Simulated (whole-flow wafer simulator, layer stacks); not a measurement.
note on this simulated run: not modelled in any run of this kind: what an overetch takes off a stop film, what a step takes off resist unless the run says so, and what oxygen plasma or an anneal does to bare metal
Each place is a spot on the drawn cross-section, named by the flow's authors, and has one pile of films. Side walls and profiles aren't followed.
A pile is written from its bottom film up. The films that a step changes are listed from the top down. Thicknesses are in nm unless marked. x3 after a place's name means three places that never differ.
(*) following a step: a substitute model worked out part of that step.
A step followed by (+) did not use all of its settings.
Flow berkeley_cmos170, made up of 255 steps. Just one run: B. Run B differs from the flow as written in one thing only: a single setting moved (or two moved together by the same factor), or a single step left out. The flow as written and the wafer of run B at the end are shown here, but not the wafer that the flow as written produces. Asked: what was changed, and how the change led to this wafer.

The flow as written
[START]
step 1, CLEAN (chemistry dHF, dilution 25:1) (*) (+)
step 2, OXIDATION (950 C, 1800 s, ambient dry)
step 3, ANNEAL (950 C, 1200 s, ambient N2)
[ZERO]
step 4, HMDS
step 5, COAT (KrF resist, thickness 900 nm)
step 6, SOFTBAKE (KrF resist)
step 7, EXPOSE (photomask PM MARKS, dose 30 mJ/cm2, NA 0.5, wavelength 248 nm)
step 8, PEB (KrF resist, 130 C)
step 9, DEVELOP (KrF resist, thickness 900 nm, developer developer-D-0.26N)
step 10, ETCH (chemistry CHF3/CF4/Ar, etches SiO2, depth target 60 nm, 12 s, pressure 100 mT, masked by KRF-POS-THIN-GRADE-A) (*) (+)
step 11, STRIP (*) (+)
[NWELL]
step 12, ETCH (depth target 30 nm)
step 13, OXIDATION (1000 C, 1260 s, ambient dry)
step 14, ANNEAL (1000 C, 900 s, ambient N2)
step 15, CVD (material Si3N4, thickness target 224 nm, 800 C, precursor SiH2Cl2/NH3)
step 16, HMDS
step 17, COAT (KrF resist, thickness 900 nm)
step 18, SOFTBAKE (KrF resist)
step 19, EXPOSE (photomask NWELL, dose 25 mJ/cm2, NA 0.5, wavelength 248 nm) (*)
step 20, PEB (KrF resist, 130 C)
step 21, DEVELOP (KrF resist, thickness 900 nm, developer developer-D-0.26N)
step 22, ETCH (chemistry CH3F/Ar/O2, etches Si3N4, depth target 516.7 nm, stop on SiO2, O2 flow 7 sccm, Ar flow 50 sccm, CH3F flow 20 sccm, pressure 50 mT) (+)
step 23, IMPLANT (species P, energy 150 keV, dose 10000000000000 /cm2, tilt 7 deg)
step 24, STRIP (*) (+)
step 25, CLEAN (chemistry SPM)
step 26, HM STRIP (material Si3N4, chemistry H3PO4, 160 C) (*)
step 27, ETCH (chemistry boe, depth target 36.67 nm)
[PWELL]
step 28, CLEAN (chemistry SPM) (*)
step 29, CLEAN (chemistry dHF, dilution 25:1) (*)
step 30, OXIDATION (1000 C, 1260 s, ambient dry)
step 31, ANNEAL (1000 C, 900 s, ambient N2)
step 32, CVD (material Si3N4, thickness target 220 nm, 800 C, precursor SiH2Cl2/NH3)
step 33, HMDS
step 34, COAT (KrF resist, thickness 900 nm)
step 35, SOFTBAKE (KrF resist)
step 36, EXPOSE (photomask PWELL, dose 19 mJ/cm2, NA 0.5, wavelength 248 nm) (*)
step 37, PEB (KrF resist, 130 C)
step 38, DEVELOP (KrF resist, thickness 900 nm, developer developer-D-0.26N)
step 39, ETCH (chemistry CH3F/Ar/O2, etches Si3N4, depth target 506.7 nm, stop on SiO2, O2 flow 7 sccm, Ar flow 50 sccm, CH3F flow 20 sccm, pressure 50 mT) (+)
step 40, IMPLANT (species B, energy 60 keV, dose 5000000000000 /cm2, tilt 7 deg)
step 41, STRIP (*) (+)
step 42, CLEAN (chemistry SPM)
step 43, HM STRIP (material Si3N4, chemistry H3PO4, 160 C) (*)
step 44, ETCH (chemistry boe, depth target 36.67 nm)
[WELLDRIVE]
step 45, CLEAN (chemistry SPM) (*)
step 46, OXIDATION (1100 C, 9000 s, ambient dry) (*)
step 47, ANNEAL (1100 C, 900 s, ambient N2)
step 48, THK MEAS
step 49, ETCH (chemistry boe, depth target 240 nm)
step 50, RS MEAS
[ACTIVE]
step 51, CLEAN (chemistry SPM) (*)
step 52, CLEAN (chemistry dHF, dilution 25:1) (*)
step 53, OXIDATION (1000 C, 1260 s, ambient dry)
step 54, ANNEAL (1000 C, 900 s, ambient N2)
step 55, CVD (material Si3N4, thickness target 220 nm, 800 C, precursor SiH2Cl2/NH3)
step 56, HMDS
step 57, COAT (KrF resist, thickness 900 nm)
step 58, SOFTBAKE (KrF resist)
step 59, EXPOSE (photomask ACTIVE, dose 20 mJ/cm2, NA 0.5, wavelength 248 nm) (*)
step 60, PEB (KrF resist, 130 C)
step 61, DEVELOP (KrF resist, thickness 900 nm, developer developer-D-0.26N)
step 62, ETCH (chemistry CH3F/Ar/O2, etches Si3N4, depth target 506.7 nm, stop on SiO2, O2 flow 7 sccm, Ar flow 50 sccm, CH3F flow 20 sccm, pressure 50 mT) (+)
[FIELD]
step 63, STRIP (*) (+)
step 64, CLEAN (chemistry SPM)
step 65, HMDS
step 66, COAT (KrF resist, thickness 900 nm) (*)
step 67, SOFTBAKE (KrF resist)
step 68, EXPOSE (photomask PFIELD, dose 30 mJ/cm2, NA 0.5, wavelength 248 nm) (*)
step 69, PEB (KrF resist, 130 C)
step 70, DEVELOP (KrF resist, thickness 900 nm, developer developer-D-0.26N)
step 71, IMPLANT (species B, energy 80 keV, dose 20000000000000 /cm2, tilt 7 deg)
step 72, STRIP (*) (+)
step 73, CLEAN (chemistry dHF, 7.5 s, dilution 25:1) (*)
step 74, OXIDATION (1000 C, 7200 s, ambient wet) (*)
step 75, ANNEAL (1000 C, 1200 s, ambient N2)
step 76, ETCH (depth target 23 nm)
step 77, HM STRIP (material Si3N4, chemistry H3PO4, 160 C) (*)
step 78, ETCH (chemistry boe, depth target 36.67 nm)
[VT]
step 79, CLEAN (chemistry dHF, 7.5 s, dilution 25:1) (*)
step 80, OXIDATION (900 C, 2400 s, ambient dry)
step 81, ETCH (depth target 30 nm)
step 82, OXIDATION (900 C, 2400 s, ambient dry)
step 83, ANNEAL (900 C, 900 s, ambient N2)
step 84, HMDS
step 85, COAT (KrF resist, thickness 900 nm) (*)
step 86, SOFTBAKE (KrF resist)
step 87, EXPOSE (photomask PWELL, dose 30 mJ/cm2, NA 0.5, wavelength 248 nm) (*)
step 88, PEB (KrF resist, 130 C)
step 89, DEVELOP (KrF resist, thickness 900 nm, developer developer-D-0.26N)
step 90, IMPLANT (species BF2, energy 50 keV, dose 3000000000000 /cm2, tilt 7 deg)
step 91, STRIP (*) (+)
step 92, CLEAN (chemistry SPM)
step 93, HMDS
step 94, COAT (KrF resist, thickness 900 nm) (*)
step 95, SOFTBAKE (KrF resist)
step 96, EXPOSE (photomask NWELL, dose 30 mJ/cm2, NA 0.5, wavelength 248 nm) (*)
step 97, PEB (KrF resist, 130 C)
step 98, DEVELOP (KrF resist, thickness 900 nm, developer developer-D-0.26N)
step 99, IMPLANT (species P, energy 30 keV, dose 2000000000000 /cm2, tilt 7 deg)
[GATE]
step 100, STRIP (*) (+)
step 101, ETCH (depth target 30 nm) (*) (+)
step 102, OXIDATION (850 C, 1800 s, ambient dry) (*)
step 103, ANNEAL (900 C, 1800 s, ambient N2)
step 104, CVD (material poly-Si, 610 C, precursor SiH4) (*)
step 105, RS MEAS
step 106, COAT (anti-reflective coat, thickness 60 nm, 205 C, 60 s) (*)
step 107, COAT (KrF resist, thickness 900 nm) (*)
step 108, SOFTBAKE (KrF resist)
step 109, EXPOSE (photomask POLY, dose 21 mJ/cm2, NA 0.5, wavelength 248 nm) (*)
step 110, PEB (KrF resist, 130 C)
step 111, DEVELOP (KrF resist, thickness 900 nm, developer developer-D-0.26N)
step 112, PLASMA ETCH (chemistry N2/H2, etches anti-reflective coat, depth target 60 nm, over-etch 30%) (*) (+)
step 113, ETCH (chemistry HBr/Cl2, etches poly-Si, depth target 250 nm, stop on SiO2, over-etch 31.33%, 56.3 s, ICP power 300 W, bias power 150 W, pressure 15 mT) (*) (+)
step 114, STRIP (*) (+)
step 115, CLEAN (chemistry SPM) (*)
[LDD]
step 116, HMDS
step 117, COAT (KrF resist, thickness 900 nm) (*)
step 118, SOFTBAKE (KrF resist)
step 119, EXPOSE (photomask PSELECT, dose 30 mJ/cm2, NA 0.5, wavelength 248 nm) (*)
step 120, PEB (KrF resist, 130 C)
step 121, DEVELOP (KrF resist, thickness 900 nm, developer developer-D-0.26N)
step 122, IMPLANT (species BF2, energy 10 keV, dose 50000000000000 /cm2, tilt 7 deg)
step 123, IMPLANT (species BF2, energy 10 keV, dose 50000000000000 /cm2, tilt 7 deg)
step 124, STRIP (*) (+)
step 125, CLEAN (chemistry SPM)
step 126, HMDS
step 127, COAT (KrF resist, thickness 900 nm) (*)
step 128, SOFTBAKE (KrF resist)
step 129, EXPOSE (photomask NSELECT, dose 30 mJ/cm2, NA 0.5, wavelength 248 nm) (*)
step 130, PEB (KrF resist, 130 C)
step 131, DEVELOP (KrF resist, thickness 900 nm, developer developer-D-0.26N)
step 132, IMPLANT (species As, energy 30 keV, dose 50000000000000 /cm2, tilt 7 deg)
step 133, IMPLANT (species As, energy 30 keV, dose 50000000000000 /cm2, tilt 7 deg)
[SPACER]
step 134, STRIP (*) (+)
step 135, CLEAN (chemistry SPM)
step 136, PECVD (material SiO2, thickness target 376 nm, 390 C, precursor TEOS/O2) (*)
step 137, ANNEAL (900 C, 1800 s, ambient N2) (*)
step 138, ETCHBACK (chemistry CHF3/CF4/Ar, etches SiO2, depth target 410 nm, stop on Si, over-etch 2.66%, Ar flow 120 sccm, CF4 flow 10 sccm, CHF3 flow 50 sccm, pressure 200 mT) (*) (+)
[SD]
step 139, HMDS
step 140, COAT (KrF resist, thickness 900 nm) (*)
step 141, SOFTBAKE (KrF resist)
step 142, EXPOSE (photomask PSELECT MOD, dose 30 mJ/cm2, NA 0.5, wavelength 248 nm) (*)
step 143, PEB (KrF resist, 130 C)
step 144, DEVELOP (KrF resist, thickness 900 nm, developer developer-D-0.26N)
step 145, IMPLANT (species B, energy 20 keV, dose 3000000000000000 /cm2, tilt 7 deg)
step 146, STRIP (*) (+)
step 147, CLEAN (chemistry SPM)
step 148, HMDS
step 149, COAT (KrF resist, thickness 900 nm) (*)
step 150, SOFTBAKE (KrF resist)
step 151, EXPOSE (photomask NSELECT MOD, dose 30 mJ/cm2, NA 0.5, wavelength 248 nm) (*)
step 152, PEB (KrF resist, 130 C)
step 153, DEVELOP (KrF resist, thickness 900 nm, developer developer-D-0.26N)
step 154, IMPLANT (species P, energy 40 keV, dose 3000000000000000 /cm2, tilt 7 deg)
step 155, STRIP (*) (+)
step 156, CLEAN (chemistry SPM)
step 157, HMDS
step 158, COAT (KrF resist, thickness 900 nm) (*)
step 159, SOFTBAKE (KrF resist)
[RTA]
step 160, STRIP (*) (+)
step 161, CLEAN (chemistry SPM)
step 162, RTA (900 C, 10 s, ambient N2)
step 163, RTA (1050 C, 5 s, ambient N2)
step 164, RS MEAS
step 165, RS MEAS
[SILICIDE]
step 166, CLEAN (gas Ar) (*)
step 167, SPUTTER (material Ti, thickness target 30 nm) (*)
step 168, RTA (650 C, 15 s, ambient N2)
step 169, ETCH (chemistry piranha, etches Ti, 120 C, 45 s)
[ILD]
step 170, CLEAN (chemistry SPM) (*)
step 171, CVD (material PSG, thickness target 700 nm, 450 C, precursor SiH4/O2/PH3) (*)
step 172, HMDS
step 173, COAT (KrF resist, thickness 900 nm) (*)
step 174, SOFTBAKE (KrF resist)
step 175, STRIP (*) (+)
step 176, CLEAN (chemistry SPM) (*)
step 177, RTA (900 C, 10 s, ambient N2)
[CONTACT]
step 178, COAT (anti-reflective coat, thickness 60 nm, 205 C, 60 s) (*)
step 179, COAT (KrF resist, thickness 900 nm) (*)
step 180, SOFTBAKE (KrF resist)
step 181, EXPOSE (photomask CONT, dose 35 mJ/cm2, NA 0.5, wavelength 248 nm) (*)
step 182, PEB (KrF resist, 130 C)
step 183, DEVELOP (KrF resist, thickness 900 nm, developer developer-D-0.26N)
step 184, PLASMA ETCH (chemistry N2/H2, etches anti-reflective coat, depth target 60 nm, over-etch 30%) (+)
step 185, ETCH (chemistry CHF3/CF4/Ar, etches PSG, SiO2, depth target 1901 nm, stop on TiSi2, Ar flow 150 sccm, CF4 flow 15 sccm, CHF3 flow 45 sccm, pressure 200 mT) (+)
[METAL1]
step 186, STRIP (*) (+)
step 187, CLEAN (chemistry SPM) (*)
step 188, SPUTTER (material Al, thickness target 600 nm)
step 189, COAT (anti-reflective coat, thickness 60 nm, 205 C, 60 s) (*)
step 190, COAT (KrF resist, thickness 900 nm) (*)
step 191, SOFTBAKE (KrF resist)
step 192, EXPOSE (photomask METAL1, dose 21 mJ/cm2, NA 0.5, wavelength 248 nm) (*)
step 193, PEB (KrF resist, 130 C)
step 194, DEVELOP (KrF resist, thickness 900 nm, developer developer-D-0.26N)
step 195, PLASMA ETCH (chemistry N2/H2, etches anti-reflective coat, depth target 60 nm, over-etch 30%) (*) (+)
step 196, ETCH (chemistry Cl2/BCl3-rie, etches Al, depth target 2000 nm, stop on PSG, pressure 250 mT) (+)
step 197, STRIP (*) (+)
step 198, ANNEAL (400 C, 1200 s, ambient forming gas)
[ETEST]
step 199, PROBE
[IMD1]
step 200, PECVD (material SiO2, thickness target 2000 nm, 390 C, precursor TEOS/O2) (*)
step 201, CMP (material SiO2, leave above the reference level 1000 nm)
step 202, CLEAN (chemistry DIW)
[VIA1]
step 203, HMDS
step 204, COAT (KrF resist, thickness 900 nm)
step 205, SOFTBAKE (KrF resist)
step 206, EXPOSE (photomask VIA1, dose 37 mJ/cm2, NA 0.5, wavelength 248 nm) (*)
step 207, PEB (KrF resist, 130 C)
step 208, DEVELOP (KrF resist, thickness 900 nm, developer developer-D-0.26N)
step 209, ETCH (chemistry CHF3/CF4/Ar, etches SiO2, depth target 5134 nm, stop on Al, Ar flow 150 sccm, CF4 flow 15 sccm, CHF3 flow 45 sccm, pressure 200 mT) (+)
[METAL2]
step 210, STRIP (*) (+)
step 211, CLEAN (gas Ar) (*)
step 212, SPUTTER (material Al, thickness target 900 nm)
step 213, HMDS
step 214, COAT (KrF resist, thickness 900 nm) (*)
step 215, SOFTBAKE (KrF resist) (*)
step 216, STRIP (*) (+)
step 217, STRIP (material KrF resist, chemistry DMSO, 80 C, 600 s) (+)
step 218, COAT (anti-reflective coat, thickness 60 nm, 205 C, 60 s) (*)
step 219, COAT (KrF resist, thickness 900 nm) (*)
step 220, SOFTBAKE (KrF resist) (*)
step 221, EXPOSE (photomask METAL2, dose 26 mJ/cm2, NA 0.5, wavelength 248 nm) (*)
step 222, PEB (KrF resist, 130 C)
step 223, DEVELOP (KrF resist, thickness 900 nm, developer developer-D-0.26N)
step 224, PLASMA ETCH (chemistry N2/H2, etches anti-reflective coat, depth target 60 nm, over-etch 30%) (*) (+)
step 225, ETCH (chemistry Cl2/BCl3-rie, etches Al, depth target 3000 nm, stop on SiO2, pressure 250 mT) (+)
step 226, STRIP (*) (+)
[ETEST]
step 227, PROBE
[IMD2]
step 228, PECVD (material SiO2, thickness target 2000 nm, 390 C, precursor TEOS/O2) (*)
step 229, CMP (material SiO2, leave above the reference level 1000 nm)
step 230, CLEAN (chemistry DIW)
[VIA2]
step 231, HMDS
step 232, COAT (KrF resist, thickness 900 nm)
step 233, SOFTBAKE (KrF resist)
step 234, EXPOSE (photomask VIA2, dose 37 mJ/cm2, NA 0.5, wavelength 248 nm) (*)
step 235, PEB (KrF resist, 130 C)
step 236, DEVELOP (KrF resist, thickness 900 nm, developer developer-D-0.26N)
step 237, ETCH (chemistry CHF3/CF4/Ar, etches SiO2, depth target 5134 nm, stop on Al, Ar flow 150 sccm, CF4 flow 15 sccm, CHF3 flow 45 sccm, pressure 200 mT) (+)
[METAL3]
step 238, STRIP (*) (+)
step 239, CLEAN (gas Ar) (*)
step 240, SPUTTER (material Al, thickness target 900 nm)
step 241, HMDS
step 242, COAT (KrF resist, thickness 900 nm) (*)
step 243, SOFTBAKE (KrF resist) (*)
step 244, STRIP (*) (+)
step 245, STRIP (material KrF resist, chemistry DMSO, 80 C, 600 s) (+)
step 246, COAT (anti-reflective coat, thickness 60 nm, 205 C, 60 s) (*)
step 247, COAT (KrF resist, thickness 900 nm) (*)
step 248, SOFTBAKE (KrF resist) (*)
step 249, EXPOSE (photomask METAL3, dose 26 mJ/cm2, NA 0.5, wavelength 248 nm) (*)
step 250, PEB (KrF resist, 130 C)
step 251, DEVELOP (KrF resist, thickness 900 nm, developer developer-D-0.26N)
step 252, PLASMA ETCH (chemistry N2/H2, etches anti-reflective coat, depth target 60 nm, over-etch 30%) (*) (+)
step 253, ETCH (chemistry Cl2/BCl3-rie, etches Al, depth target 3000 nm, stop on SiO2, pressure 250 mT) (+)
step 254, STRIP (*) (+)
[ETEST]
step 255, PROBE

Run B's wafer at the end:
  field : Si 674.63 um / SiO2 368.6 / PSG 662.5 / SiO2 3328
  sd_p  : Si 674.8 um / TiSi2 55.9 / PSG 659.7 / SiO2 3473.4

The reason: step 81, ETCH: depth target 42 nm was run, while the flow as written has depth target 30 nm.

The path from the change to this, step by step:
  step 81, ETCH (depth target 30 nm)
      field: -42 SiO2 (as written it would have been: -30 SiO2)
  step 106, COAT (anti-reflective coat, thickness 60 nm, 205 C, 60 s) (*)
      sd_n: +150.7 anti-reflective coat (new film) (as written it would have been: +158.6 anti-reflective coat (new film))
      spacer_n: +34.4 anti-reflective coat (new film) (as written it would have been: +31.5 anti-reflective coat (new film))
      (and at 4 other places as well)
  step 112, PLASMA ETCH (chemistry N2/H2, etches anti-reflective coat, depth target 60 nm, over-etch 30%) (*) (+)
      sd_n: -150.7 anti-reflective coat (all of it), -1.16 poly-Si (as written it would have been: -158.6 anti-reflective coat (all of it), -1.22 poly-Si)
      spacer_n: -34.4 anti-reflective coat (all of it), -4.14 poly-Si (as written it would have been: -31.5 anti-reflective coat (all of it), -4.48 poly-Si)
      (and at 2 other places as well)
  step 114, STRIP (*) (+)
      gate_n: +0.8 chemical SiO2 (new film), -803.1 KrF resist (all of it), -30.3 anti-reflective coat (all of it), -0.35 poly-Si (as written it would have been: +0.8 chemical SiO2 (new film), -812.6 KrF resist (all of it), -27.3 anti-reflective coat (all of it), -0.35 poly-Si)
      gate_p: +0.8 chemical SiO2 (new film), -776 KrF resist (all of it), -31.7 anti-reflective coat (all of it), -0.35 poly-Si (as written it would have been: +0.8 chemical SiO2 (new film), -782.1 KrF resist (all of it), -29.6 anti-reflective coat (all of it), -0.35 poly-Si)
  step 178, COAT (anti-reflective coat, thickness 60 nm, 205 C, 60 s) (*)
      sd_n: +129.1 anti-reflective coat (new film) (as written it would have been: +135.1 anti-reflective coat (new film))
      gate_n: +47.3 anti-reflective coat (new film) (as written it would have been: +48.3 anti-reflective coat (new film))
      (and at 1 other place as well)
  step 186, STRIP (*) (+)
      sd_n: -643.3 KrF resist (all of it), -129.1 anti-reflective coat (all of it) (as written it would have been: -643.8 KrF resist (all of it), -135.1 anti-reflective coat (all of it))
      gate_n: -547.8 KrF resist (all of it), -47.3 anti-reflective coat (all of it) (as written it would have been: -553.1 KrF resist (all of it), -48.3 anti-reflective coat (all of it))
      (and at 1 other place as well)
  step 189, COAT (anti-reflective coat, thickness 60 nm, 205 C, 60 s) (*)
      m2: +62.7 anti-reflective coat (new film) (as written it would have been: +61.1 anti-reflective coat (new film))
  step 197, STRIP (*) (+)
      m2: -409 KrF resist (all of it), -62.7 anti-reflective coat (all of it) (as written it would have been: -412.9 KrF resist (all of it), -61.1 anti-reflective coat (all of it))
  step 201, CMP (material SiO2, leave above the reference level 1000 nm)
      field: -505 SiO2 (as written it would have been: -517 SiO2)
